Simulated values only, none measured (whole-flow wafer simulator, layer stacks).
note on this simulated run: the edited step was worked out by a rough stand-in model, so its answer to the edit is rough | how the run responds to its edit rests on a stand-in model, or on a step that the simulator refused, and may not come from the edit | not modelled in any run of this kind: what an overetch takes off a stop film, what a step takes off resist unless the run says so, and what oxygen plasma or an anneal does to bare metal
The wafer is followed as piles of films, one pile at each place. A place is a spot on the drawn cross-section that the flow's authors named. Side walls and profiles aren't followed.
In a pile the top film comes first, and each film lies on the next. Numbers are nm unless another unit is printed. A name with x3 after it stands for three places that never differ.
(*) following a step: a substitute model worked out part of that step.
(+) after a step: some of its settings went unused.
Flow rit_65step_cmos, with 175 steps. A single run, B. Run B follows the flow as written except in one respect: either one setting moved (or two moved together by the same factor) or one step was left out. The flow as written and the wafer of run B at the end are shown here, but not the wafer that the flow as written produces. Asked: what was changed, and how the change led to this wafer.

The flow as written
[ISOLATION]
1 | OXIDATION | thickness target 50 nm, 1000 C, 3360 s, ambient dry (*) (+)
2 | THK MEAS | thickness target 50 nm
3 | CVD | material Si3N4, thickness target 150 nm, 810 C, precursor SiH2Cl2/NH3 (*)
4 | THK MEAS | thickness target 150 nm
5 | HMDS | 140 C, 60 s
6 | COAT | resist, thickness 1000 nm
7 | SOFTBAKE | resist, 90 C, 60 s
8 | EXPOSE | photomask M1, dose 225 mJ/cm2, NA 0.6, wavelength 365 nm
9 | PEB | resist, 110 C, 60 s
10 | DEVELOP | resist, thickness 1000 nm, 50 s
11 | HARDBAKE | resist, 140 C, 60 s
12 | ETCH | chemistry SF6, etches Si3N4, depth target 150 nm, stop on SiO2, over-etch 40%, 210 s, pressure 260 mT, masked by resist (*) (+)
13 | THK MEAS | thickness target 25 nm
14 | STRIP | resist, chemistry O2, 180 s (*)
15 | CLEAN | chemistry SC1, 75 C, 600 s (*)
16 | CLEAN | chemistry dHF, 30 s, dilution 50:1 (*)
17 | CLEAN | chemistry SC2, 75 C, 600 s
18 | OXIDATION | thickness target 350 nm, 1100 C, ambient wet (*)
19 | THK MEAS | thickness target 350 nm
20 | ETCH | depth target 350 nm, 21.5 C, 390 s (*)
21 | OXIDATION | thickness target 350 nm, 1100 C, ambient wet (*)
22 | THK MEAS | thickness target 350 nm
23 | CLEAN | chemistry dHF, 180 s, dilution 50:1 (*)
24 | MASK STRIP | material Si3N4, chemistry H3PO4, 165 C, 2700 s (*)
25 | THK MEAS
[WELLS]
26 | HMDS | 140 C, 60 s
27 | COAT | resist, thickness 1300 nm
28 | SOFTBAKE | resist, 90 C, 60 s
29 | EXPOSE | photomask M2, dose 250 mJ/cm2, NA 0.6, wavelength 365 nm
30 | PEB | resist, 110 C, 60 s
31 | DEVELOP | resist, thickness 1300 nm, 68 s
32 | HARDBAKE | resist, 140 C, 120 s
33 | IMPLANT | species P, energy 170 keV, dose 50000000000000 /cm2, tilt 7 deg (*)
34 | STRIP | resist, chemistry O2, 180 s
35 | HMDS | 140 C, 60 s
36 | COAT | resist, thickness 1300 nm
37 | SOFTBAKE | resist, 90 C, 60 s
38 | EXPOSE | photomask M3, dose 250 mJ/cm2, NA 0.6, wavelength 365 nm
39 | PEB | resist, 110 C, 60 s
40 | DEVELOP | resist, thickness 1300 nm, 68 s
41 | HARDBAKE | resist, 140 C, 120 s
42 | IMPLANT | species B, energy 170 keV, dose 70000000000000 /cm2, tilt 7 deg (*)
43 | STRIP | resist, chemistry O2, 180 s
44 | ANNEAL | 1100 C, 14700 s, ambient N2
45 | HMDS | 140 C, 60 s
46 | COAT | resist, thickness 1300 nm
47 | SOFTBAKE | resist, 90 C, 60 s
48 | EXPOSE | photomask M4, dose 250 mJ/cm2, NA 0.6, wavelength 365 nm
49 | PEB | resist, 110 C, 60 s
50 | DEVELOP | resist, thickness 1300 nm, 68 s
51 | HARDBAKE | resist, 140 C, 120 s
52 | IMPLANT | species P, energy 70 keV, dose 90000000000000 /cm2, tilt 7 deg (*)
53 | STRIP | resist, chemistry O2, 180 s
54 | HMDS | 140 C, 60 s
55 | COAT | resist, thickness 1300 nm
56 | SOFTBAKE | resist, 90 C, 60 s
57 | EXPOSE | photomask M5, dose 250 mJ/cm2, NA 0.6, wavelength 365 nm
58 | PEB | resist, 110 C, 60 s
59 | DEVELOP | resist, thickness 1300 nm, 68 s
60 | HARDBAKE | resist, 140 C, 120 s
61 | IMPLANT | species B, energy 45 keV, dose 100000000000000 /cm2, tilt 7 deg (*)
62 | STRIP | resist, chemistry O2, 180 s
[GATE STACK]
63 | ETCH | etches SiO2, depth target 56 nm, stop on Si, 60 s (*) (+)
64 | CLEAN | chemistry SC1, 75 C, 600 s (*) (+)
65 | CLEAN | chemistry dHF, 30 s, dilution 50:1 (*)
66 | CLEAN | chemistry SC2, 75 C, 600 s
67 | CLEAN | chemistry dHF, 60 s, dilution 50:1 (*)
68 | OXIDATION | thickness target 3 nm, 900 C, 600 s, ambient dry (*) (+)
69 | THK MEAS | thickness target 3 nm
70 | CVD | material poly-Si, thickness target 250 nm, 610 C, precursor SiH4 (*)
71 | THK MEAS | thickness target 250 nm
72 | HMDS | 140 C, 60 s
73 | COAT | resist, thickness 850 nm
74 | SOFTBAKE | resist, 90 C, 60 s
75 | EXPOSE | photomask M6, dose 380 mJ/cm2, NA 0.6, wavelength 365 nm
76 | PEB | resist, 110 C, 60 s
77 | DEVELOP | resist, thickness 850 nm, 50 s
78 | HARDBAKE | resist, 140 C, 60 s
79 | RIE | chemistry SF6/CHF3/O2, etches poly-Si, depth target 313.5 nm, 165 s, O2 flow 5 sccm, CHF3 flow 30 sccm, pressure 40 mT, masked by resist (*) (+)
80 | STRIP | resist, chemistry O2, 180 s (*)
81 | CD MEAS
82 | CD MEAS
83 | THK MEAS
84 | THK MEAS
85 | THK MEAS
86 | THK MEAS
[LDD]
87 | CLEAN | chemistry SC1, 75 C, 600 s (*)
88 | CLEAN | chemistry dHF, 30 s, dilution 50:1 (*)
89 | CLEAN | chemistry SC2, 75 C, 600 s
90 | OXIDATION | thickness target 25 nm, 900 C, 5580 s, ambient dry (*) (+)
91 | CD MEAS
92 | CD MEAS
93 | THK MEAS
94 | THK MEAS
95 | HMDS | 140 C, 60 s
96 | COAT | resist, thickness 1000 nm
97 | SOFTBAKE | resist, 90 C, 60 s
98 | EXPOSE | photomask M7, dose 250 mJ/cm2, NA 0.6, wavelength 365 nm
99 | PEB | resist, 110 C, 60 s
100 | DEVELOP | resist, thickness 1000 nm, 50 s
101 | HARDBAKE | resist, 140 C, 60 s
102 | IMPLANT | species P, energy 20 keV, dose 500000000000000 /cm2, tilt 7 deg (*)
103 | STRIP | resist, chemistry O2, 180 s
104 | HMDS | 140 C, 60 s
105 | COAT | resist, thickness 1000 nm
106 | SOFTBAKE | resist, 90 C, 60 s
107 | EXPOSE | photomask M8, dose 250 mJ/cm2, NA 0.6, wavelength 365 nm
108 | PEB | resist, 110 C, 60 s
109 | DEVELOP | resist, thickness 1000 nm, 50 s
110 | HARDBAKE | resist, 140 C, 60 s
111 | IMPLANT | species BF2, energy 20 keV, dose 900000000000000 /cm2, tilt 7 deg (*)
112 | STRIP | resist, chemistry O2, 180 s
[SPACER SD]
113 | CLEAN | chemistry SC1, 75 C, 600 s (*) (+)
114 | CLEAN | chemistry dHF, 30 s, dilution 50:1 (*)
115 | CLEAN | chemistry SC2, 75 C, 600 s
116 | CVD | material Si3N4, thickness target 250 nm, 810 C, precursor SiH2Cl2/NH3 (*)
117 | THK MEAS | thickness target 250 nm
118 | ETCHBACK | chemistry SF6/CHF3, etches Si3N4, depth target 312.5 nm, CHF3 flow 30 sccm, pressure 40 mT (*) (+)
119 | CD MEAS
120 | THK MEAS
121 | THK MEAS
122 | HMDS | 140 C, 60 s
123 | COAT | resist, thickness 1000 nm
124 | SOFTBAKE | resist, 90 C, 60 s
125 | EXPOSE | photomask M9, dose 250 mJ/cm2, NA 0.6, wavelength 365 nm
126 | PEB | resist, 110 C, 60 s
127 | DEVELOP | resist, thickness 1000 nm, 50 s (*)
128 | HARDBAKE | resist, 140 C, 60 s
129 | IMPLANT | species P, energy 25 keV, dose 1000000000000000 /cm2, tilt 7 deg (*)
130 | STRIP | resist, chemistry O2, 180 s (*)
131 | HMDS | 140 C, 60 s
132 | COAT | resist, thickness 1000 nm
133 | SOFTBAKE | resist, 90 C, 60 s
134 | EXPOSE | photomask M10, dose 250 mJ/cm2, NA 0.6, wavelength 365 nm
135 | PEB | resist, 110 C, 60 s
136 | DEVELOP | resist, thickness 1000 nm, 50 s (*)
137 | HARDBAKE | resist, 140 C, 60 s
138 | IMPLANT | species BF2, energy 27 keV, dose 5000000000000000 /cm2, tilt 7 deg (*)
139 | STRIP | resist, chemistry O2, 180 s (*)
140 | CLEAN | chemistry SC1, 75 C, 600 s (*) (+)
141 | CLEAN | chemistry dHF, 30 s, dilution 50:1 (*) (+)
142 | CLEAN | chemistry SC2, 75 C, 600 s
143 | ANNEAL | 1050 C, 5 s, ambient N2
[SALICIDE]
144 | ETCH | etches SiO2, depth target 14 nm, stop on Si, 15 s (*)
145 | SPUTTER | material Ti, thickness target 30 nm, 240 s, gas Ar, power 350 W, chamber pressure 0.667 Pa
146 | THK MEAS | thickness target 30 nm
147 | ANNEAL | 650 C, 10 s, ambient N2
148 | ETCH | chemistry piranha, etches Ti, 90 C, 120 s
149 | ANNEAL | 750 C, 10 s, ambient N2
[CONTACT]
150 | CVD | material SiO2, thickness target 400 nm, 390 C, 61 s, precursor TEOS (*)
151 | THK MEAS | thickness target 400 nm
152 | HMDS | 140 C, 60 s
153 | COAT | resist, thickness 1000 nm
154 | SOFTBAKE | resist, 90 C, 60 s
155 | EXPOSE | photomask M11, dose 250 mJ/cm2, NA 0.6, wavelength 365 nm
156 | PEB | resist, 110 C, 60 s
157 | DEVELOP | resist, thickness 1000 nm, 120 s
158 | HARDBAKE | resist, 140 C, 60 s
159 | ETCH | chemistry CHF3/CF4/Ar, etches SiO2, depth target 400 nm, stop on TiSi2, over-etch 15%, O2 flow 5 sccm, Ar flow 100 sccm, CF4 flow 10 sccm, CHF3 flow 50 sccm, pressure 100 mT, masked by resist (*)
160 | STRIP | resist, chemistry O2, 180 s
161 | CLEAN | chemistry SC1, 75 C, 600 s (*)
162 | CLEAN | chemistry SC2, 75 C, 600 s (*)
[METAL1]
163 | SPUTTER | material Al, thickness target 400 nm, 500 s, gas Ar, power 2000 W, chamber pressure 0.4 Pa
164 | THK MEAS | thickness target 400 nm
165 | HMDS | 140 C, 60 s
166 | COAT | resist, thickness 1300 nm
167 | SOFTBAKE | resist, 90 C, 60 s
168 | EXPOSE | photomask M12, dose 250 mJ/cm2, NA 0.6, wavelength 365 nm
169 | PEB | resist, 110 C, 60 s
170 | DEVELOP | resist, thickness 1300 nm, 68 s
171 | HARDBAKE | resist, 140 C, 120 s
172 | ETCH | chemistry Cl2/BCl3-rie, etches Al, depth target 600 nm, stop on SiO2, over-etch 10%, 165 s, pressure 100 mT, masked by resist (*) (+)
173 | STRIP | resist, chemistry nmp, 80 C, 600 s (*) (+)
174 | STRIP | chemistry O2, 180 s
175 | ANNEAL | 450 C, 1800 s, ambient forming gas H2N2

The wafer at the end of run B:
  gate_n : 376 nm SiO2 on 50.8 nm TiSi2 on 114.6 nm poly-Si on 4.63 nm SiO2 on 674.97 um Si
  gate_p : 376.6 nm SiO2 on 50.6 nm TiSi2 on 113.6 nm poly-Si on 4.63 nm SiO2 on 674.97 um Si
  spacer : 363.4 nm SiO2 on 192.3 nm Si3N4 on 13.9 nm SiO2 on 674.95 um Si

What caused this: step 68, OXIDATION: 270 s was run, while the flow as written has 600 s.

The path from the change to this, step by step:
  68 | OXIDATION | thickness target 3 nm, 900 C, 600 s, ambient dry (*) (+)
      active_n, active_p, gate_n and 7 more: SiO2 gains 4.63 (new film), Si loses 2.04 (it would be, as written: SiO2 gains 7.17 (new film), Si loses 3.16)
  79 | RIE | chemistry SF6/CHF3/O2, etches poly-Si, depth target 313.5 nm, 165 s, O2 flow 5 sccm, CHF3 flow 30 sccm, pressure 40 mT, masked by resist (*) (+)
      active_n, active_p, spacer, spacer_p, sd_n, sd_p, contact, m1: poly-Si loses 250 (all of it), SiO2 loses 4.63 (all of it) (it would be, as written: poly-Si loses 250 (all of it), SiO2 loses 7.17 (all of it))
  118 | ETCHBACK | chemistry SF6/CHF3, etches Si3N4, depth target 312.5 nm, CHF3 flow 30 sccm, pressure 40 mT (*) (+)
      spacer, spacer_p: Si3N4 loses 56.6 (it would be, as written: Si3N4 loses 54)
